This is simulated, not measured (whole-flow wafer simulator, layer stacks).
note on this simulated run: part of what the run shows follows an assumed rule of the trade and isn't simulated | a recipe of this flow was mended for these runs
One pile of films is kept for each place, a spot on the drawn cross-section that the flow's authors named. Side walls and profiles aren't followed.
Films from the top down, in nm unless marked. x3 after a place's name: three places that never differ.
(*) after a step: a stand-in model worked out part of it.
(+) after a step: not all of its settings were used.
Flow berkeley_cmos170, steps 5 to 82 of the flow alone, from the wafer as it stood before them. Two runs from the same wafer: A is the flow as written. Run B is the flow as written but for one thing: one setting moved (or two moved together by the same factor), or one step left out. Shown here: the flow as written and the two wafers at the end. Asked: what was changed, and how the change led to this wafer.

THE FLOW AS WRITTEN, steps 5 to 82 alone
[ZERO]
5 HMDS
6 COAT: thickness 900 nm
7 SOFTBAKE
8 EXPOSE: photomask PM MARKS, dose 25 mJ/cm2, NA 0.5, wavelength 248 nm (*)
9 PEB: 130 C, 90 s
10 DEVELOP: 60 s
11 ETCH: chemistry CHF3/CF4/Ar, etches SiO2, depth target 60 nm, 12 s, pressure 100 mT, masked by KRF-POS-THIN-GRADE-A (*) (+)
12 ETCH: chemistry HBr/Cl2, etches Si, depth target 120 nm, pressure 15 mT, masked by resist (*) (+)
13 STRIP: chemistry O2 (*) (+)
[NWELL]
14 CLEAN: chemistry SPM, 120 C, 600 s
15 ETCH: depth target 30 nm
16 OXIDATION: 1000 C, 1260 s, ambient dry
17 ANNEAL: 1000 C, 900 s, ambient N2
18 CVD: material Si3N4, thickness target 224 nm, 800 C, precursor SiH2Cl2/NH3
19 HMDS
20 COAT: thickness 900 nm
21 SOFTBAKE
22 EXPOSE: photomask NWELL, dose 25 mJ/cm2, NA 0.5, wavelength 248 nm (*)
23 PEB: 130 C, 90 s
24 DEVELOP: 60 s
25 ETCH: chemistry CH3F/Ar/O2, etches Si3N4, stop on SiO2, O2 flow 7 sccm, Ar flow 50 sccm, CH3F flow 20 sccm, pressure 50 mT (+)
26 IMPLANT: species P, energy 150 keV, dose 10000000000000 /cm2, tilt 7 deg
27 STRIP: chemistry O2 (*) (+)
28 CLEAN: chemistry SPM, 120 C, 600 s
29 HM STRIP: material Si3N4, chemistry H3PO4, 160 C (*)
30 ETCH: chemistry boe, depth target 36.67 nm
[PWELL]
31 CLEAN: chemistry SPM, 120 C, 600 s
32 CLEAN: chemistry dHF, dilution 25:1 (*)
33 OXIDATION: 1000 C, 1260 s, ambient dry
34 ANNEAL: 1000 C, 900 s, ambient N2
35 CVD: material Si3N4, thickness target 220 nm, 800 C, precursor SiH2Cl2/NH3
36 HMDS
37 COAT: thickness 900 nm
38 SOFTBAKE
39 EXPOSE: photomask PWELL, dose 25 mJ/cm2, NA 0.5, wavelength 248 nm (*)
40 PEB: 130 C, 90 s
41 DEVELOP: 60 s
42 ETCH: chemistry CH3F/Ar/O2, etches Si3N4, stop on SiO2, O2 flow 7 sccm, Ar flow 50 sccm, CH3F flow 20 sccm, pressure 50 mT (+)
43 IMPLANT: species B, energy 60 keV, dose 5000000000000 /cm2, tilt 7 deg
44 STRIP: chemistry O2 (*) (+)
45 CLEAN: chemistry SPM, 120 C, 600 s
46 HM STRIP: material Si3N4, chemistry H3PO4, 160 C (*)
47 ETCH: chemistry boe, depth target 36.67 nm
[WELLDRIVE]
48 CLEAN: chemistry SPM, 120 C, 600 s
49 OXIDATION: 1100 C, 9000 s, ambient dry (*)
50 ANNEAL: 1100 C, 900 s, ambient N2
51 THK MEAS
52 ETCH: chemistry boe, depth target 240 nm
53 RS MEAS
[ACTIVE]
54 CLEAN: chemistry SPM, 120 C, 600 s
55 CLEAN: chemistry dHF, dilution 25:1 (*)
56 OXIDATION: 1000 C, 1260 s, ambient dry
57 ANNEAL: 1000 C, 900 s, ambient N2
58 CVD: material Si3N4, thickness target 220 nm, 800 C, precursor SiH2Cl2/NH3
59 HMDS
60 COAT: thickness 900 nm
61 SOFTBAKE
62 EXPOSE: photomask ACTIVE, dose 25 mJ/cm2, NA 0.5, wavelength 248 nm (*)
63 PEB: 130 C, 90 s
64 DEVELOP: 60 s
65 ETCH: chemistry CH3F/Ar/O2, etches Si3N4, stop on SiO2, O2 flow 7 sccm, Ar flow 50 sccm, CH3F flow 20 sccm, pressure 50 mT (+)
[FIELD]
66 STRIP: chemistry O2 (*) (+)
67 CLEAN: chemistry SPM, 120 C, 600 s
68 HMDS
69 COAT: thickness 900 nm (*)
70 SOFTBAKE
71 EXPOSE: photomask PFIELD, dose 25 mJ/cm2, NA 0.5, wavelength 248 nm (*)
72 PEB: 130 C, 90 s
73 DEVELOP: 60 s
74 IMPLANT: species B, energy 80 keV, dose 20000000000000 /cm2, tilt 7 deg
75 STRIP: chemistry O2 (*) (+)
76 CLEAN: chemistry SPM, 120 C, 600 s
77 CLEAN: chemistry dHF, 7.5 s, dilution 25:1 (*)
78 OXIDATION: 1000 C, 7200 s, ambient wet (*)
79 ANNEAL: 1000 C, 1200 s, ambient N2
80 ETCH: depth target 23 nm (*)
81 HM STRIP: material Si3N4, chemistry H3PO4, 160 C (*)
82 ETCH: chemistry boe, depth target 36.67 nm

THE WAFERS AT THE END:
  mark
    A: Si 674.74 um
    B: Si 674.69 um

The cause: step 12, ETCH: depth target 174 nm was run, where the flow has depth target 120 nm.

How the change led to this, step by step:
  12 ETCH: chemistry HBr/Cl2, etches Si, depth target 120 nm, pressure 15 mT, masked by resist (*) (+)
      field, sd_n, spacer_n and 9 more: A KrF-resist -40 | B KrF-resist -58
      mark: A Si -120 | B Si -174
  13 STRIP: chemistry O2 (*) (+)
      field, sd_n, spacer_n and 9 more: A KrF-resist -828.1 (all of it) | B KrF-resist -810.1 (all of it)
